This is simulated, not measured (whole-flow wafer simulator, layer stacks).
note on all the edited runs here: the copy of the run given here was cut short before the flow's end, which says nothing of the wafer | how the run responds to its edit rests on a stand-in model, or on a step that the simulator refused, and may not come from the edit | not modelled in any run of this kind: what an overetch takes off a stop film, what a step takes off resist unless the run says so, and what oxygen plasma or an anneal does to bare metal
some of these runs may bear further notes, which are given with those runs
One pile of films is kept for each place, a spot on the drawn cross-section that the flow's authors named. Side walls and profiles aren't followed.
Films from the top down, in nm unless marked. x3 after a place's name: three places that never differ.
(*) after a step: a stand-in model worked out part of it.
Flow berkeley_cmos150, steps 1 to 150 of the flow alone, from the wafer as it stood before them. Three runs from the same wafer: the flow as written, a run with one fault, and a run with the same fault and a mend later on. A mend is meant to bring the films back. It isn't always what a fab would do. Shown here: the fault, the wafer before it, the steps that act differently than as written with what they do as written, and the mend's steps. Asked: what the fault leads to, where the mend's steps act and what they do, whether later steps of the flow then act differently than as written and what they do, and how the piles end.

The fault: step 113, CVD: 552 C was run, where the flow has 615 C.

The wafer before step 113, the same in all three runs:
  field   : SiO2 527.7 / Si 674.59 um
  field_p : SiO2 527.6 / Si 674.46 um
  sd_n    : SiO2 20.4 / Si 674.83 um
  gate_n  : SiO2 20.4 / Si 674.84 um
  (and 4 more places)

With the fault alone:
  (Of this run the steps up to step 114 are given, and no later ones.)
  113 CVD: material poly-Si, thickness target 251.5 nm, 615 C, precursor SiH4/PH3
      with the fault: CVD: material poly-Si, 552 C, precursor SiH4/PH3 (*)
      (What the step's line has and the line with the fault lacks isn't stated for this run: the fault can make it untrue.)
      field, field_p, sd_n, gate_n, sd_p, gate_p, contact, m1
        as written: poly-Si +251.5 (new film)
        with the fault: poly-Si +50.6 (new film)
  No later step of the flow up to step 114 acts differently than as written at any place that is followed.
  After step 114 the piles differ from the flow's by more than 2% or 0.5 nm, whichever is larger, at field, field_p, sd_n, gate_n, sd_p, gate_p, contact, m1.
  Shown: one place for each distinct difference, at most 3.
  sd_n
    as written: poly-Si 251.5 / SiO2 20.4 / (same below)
    with the fault: poly-Si 50.6 / SiO2 20.4 / (same below)
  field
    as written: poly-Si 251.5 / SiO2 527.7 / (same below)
    with the fault: poly-Si 50.6 / SiO2 527.7 / (same below)
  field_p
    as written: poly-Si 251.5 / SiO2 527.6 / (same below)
    with the fault: poly-Si 50.6 / SiO2 527.6 / (same below)

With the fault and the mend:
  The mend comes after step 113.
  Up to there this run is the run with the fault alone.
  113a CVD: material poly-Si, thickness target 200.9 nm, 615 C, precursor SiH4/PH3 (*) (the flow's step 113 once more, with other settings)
      field, field_p, sd_n, gate_n, sd_p, gate_p, contact, m1
        poly-Si +200.9
  No later step of the flow acts differently than as written, at any place that is followed, by more than 2% or 0.5 nm, whichever is larger.
  At the end the piles differ from the flow's only slightly at the places that both follow, by at most 2% or 0.5 nm, whichever is larger.
